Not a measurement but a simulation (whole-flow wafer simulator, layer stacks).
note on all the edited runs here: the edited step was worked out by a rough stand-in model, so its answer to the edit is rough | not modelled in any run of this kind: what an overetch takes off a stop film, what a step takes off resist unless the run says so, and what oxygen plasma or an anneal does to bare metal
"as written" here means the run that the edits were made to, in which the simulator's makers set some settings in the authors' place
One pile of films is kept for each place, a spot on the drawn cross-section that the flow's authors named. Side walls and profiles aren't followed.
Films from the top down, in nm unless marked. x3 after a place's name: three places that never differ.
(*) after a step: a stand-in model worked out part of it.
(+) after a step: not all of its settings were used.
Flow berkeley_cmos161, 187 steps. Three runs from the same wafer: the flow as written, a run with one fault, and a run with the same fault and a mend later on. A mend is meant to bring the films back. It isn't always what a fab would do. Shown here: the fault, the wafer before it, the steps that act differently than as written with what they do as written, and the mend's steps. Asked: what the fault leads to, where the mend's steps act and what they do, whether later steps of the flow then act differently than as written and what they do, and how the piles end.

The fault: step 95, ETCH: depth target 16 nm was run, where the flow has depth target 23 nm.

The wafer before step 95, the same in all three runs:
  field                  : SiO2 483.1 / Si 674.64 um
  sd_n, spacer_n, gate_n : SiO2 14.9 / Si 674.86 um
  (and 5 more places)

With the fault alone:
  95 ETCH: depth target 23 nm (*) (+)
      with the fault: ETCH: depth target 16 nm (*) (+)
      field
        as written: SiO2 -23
        with the fault: SiO2 -16
  Later steps of the flow that act differently than as written (35 more steps differ only slightly, by at most 2% or 0.5 nm, whichever is larger, and aren't shown):
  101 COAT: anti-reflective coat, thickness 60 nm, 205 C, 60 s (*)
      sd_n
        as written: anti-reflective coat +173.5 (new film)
        with the fault: anti-reflective coat +178.4 (new film)
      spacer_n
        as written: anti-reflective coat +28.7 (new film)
        with the fault: anti-reflective coat +27.4 (new film)
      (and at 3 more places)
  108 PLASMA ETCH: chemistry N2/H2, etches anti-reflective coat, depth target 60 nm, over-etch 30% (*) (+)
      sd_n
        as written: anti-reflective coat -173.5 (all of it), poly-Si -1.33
        with the fault: anti-reflective coat -178.4 (all of it), poly-Si -1.37
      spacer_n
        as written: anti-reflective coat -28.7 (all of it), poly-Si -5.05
        with the fault: anti-reflective coat -27.4 (all of it), poly-Si -5.24
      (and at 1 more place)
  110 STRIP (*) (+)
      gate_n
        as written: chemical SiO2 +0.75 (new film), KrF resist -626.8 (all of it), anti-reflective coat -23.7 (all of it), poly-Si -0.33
        with the fault: chemical SiO2 +0.75 (new film), KrF resist -631.1 (all of it), anti-reflective coat -22.5 (all of it), poly-Si -0.33
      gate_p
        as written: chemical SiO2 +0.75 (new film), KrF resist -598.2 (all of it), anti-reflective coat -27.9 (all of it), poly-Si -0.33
        with the fault: chemical SiO2 +0.75 (new film), KrF resist -600.9 (all of it), anti-reflective coat -27.2 (all of it), poly-Si -0.33
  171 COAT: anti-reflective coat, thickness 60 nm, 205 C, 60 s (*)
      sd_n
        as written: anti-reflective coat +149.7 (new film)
        with the fault: anti-reflective coat +155.5 (new film)
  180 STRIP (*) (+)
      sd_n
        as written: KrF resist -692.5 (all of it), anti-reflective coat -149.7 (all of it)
        with the fault: KrF resist -691.3 (all of it), anti-reflective coat -155.5 (all of it)
  At the end the piles differ from the flow's only slightly at the places that both follow, by at most 2% or 0.5 nm, whichever is larger.

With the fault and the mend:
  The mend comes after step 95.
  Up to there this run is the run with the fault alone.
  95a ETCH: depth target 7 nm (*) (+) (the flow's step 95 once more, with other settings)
      field
        SiO2 -7
  No later step of the flow acts differently than as written at any place that is followed.
  At the end the piles are the same as the flow's at every place that both follow.
